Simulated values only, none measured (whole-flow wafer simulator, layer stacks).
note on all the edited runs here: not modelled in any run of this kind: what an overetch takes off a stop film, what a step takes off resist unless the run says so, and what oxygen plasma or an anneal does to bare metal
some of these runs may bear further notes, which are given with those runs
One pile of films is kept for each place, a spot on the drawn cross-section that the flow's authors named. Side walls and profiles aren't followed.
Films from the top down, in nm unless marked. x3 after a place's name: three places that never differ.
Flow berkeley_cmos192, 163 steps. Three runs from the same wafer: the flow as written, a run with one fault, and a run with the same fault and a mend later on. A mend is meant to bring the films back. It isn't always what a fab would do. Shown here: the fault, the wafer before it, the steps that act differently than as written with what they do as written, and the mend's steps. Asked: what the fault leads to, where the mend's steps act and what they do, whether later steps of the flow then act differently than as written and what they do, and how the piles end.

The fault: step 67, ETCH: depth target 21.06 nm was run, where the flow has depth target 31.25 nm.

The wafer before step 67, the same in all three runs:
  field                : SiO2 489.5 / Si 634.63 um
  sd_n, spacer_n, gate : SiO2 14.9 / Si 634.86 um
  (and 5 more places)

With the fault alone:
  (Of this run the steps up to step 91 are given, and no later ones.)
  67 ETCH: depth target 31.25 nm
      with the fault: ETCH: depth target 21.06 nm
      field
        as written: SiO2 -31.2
        with the fault: SiO2 -21.1
  No later step of the flow up to step 91 acts differently than as written, at any place that is followed, by more than 2% or 0.5 nm, whichever is larger.
  After step 91 the piles differ from the flow's by more than 2% or 0.5 nm, whichever is larger, at field.
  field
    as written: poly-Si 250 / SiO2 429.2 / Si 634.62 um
    with the fault: poly-Si 250 / SiO2 439.3 / Si 634.62 um

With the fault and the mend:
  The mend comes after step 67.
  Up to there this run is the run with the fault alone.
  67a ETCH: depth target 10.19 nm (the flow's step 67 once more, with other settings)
      field
        SiO2 -10.2
  No later step of the flow acts differently than as written, at any place that is followed, by more than 2% or 0.5 nm, whichever is larger.
  At the end the piles are the same as the flow's at every place that both follow.
